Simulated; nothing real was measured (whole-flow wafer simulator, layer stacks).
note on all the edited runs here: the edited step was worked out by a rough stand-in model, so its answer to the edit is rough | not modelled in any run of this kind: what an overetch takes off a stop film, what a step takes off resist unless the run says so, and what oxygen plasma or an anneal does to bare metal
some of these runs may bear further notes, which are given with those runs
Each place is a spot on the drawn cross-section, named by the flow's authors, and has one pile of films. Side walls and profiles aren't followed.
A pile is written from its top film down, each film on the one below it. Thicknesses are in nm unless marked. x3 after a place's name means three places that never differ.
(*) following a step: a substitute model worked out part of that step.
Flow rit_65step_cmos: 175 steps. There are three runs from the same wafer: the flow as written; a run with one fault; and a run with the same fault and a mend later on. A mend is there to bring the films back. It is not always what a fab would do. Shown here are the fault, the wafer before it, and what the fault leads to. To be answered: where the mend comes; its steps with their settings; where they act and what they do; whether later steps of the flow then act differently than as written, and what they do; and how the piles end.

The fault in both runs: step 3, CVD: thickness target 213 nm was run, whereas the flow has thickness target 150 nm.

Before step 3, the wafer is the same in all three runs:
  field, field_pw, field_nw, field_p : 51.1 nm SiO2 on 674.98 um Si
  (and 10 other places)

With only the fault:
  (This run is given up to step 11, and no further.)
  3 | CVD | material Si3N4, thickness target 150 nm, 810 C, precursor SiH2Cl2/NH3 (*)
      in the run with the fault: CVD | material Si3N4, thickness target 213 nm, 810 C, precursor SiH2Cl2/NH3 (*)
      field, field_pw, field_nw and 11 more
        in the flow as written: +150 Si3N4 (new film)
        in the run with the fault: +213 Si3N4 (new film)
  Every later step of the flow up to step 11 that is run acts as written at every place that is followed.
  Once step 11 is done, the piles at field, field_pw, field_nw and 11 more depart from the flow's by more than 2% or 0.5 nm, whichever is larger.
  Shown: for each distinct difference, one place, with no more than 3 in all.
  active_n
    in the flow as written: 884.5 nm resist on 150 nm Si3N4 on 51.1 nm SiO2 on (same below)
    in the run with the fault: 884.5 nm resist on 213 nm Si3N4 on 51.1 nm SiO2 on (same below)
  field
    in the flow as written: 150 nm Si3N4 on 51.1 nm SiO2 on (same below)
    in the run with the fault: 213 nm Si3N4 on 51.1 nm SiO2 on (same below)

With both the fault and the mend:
  After step 4 comes the mend.
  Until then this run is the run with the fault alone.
  4a | ETCH | chemistry h3po4, depth target 244.9 nm
      field, field_pw, field_nw and 11 more
        -213 Si3N4 (all of it)
  4b | CLEAN | chemistry SC2, 75 C, 600 s
      alters no film at any place that is followed
  4c | CVD | material Si3N4, thickness target 150 nm, 810 C, precursor SiH2Cl2/NH3 (*) (the flow's step 3, run once more)
      field, field_pw, field_nw and 11 more
        +150 Si3N4 (new film)
  Every later step of the flow that is run acts as written at every place that is followed.
  The piles end the same as the flow's at every place that both follow.
